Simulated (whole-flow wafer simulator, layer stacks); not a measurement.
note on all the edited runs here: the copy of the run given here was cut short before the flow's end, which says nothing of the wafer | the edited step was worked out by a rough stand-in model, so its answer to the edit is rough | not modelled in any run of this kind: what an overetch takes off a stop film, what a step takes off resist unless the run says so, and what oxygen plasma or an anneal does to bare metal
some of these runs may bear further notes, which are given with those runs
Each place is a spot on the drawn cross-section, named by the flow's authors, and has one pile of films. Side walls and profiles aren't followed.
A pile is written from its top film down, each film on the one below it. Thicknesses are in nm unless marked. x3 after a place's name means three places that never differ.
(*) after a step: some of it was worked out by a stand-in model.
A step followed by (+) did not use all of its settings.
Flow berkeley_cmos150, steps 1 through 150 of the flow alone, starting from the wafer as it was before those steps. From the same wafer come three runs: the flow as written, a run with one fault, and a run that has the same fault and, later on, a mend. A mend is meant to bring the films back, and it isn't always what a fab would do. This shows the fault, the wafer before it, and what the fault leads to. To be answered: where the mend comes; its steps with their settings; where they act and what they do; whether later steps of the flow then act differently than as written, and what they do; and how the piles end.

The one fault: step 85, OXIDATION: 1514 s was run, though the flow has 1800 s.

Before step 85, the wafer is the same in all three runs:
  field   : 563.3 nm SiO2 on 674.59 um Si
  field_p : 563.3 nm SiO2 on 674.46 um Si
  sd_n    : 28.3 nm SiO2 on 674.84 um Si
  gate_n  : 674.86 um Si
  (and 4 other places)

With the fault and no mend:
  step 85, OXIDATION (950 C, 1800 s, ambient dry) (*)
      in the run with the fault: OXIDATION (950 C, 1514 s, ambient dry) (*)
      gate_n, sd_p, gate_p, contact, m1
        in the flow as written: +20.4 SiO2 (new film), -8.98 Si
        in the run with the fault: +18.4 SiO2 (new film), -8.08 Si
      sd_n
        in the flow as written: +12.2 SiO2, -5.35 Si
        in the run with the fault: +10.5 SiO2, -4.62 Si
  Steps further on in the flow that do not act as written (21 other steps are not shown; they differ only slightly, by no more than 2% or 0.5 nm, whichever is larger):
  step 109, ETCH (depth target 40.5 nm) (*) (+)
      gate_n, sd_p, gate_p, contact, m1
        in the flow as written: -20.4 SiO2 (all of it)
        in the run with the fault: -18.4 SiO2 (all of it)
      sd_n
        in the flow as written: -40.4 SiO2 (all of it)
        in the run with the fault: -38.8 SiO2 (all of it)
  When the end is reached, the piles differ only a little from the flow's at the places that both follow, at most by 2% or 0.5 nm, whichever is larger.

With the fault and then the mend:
  The mend follows step 94.
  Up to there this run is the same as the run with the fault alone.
  step 94a, STRIP (*) (+)
      field_p
        -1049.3 KrF resist (all of it)
      sd_p
        -1274 KrF resist (all of it)
      gate_p
        -1248.7 KrF resist (all of it)
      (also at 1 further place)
  step 94b, CLEAN (chemistry SPM, 600 s) (a further turn of the flow's step 77)
      does not change any film at any place that is followed
  step 94c, OXIDATION (950 C, 236 s, ambient dry) (*) (a further turn of the flow's step 85, with different settings)
      gate_n, sd_p, gate_p, contact, m1
        +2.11 SiO2, -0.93 Si
      field, field_p
        +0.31 SiO2, -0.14 Si
      sd_n
        +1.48 SiO2, -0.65 Si
  step 94d, HMDS (a further turn of the flow's step 88)
      does not change any film at any place that is followed
  step 94e, COAT (KrF resist, thickness 1100 nm) (*) (a further turn of the flow's step 89)
      field
        +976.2 KrF resist (new film)
      field_p
        +1087.8 KrF resist (new film)
      sd_n
        +1243 KrF resist (new film)
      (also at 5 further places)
  step 94f, SOFTBAKE (KrF resist) (a further turn of the flow's step 90)
      does not change any film at any place that is followed
  step 94g, EXPOSE (photomask NWELL INV, NA 0.5, wavelength 248 nm) (*) (a further turn of the flow's step 91)
      does not change any film at any place that is followed
  step 94h, PEB (KrF resist, 110 C, 90 s) (a further turn of the flow's step 92)
      field
        -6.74 KrF resist
      field_p
        -7.53 KrF resist
      sd_n
        -8.63 KrF resist
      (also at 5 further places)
  step 94i, DEVELOP (KrF resist, thickness 1100 nm, developer developer-D-0.26N, 45 s) (a further turn of the flow's step 93)
      field_p, sd_p, gate_p, m1
        -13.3 KrF resist
      field
        -969.5 KrF resist (all of it)
      sd_n
        -1234.4 KrF resist (all of it)
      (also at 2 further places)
  step 94j, HARDBAKE (120 C, 7200 s) (a further turn of the flow's step 94)
      field_p
        -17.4 KrF resist
      sd_p
        -21.4 KrF resist
      gate_p
        -20.9 KrF resist
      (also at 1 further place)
  None of the later steps of the flow differs from how it acts as written, at any place that is followed, by more than 2% or 0.5 nm, whichever is larger.
  When the end is reached, the piles differ only a little from the flow's at the places that both follow, at most by 2% or 0.5 nm, whichever is larger.
